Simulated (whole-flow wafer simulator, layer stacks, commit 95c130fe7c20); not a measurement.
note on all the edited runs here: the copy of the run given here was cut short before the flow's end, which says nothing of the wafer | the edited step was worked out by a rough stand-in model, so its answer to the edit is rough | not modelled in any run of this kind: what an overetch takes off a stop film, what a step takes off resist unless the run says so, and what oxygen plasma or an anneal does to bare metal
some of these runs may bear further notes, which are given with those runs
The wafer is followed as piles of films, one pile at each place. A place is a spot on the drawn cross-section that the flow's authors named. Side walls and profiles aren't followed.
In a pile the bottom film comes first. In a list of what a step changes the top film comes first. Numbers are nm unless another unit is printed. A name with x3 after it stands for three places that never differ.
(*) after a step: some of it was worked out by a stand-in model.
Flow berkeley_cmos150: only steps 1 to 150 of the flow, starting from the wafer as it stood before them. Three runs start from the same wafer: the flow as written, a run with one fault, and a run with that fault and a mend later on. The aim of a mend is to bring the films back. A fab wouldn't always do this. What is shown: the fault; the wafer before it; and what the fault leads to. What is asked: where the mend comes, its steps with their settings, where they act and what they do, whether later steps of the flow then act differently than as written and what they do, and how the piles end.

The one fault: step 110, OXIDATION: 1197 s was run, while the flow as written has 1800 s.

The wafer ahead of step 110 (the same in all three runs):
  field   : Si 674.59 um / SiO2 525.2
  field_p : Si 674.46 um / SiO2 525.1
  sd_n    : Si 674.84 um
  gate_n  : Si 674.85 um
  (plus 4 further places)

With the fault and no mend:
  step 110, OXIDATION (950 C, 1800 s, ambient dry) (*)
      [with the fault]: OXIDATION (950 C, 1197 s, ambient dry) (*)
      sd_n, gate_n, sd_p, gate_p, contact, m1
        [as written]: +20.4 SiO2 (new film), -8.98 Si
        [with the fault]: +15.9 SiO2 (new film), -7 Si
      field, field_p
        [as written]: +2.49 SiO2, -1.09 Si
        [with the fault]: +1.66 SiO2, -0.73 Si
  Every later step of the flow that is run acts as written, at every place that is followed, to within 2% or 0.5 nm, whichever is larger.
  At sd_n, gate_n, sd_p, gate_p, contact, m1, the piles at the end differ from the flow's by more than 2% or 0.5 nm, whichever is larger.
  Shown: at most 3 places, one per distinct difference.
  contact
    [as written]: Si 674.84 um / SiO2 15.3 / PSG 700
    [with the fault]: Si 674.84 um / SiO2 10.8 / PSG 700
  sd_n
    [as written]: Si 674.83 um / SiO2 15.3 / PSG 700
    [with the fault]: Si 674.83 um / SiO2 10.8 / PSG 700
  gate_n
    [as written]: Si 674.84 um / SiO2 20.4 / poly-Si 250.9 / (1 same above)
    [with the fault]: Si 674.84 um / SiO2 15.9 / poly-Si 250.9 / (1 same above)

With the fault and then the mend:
  After step 110 comes the mend.
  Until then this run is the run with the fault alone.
  step 110a, OXIDATION (950 C, 531 s, ambient dry) (*) (a further turn of the flow's step 110, with different settings)
      sd_n, gate_n, sd_p, gate_p, contact, m1
        +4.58 SiO2, -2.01 Si
      field, field_p
        +0.73 SiO2, -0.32 Si
  Every later step of the flow that is run acts as written, at every place that is followed, to within 2% or 0.5 nm, whichever is larger.
  The piles end only slightly different from the flow's at the places that both follow, by no more than 2% or 0.5 nm, whichever is larger.
